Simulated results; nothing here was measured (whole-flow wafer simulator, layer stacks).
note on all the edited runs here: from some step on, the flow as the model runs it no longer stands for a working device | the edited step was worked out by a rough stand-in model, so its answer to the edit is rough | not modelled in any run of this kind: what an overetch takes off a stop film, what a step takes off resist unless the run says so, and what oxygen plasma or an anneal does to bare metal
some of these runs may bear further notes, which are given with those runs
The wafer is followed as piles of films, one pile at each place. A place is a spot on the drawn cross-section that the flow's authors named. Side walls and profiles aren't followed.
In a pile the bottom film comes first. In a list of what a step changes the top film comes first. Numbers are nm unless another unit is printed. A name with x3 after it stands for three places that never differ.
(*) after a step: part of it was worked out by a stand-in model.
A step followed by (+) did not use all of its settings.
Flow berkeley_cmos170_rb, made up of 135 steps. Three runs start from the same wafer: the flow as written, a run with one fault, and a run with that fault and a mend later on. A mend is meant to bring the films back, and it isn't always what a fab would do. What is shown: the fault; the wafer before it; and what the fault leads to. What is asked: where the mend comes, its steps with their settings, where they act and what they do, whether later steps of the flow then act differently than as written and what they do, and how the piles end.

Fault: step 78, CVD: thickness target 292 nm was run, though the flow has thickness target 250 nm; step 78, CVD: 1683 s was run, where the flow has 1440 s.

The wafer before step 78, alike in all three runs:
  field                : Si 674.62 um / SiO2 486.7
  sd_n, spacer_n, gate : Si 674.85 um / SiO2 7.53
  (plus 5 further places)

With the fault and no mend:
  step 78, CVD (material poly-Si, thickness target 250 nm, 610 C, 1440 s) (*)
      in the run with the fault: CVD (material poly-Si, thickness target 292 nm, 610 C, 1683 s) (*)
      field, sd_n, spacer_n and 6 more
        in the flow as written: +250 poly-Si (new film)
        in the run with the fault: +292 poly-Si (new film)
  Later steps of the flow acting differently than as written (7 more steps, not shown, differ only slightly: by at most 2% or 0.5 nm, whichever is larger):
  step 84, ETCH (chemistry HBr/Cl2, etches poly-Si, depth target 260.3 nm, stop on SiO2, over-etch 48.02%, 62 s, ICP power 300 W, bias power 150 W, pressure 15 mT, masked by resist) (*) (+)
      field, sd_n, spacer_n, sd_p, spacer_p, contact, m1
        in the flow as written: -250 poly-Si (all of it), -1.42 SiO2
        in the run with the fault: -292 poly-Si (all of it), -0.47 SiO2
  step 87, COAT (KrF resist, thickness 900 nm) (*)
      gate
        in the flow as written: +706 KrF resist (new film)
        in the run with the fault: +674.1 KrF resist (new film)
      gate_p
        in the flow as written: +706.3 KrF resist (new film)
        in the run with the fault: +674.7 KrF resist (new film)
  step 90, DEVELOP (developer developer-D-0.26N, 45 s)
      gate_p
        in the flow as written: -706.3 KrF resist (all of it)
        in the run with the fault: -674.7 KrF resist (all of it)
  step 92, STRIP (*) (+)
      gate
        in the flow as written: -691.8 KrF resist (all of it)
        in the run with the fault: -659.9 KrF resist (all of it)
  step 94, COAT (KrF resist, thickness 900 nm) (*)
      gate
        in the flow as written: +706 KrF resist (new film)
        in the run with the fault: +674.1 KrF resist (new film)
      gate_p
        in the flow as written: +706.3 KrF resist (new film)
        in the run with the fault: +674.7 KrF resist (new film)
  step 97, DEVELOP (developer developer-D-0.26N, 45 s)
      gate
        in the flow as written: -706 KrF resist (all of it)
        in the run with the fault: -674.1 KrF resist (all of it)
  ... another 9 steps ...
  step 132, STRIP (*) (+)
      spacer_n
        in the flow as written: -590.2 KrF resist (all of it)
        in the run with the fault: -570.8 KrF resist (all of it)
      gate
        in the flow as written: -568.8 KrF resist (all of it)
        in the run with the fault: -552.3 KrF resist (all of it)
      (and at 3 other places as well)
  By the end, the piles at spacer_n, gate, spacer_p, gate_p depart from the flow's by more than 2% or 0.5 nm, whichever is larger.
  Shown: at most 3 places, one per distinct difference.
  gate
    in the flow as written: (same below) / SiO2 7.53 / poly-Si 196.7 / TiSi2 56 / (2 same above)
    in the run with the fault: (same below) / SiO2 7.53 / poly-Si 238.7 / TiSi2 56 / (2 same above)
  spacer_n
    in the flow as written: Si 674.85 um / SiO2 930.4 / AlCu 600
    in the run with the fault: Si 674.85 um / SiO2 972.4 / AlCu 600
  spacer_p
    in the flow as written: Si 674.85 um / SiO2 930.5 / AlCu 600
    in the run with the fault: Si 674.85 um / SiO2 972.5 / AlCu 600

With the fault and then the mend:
  After step 78 comes the mend.
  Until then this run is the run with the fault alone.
  step 78a, ETCH (chemistry tmah, depth target 335.8 nm)
      field, sd_n, spacer_n and 6 more
        -292 poly-Si (all of it)
  step 78b, CLEAN (*) (the flow's step 74, run once more)
      does not change any film at any place that is followed
  step 78c, CVD (material poly-Si, thickness target 250 nm, 610 C, 1440 s) (*) (the flow's step 78, run once more)
      field, sd_n, spacer_n and 6 more
        +250 poly-Si (new film)
  Every later step of the flow that is run acts as written at every place that is followed.
  The piles end the same as the flow's at every place that both follow.
